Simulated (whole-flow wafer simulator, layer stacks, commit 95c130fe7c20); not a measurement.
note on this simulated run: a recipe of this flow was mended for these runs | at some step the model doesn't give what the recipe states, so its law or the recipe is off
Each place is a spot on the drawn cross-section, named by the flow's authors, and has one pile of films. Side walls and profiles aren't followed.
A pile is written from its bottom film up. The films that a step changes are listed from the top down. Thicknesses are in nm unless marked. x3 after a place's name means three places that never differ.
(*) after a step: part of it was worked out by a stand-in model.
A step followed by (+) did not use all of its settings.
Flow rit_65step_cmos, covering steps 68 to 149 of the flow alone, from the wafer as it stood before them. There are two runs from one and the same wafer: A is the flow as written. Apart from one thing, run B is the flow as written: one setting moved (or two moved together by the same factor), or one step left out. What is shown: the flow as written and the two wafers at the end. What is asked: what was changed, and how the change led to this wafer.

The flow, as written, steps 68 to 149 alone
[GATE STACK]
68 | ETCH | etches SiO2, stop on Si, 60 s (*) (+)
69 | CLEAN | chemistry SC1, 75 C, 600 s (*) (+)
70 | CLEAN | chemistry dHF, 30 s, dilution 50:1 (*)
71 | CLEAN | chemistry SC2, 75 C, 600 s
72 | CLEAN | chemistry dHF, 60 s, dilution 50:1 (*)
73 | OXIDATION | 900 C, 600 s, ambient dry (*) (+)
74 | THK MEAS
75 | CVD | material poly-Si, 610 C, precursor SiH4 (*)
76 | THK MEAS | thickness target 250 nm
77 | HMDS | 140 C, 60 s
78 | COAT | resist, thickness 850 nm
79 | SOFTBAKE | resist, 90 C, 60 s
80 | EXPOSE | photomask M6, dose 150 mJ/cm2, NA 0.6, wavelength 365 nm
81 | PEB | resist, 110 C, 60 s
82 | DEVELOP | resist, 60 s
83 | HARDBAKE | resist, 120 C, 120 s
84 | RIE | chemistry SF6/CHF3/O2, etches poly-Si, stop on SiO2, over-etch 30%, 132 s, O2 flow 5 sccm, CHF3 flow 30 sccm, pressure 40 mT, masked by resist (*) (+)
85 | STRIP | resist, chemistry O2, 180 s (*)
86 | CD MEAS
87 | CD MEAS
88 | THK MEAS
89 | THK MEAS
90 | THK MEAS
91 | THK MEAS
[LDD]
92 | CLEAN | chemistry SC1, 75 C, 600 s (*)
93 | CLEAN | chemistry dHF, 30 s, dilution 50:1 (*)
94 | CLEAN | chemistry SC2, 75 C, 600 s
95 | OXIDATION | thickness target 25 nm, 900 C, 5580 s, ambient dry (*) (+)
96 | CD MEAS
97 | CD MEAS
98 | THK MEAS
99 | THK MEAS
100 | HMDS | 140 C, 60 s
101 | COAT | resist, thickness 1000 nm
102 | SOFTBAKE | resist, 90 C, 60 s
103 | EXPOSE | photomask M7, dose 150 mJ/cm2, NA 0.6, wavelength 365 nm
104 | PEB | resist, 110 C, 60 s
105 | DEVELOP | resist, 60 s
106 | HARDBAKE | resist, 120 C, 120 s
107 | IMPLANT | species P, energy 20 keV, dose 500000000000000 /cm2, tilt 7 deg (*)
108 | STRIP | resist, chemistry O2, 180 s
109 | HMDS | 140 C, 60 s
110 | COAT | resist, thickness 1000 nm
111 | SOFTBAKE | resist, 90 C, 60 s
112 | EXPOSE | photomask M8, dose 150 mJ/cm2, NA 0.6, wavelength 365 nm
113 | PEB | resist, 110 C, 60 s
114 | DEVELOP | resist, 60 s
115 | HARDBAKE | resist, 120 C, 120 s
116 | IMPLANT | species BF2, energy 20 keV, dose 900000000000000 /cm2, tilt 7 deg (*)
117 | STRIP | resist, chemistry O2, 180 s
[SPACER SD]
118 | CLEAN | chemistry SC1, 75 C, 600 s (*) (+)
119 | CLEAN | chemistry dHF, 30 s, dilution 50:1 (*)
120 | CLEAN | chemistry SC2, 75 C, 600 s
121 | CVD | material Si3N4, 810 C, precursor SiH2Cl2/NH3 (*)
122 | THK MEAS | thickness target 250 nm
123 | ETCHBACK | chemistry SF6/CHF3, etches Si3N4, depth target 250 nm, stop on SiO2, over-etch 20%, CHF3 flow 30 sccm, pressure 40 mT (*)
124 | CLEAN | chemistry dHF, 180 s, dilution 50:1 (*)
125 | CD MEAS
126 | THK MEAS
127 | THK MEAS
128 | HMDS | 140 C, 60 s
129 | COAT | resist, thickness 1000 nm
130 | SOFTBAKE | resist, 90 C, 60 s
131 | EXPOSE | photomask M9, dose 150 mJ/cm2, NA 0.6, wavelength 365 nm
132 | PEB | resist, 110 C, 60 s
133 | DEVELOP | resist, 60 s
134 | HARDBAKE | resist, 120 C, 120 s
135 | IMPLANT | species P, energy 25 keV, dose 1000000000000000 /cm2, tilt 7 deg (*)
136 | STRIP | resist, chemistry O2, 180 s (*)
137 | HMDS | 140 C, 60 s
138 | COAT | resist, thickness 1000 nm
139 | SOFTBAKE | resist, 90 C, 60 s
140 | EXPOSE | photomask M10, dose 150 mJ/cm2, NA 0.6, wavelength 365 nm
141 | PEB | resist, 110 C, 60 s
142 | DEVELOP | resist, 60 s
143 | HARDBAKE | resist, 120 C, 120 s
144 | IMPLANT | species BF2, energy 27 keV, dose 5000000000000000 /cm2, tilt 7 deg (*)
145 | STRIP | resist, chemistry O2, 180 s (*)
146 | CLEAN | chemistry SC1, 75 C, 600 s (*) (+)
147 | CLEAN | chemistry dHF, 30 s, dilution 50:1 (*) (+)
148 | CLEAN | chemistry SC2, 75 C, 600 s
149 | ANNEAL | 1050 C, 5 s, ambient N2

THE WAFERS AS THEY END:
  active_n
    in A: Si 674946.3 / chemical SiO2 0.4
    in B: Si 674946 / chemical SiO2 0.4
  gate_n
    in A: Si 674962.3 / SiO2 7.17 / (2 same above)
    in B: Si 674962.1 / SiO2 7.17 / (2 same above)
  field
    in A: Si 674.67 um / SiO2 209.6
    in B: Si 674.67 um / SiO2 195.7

Cause: step 68, ETCH: 75 s was run, while the flow as written has 60 s.

Step by step, how the change led to this:
  68 | ETCH | etches SiO2, stop on Si, 60 s (*) (+)
      field, field_pw, field_nw, field_p: A SiO2 loses 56 | B SiO2 loses 70
  72 | CLEAN | chemistry dHF, 60 s, dilution 50:1 (*)
      field_nw, field_p: A SiO2 loses 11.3 | B SiO2 loses 10.7
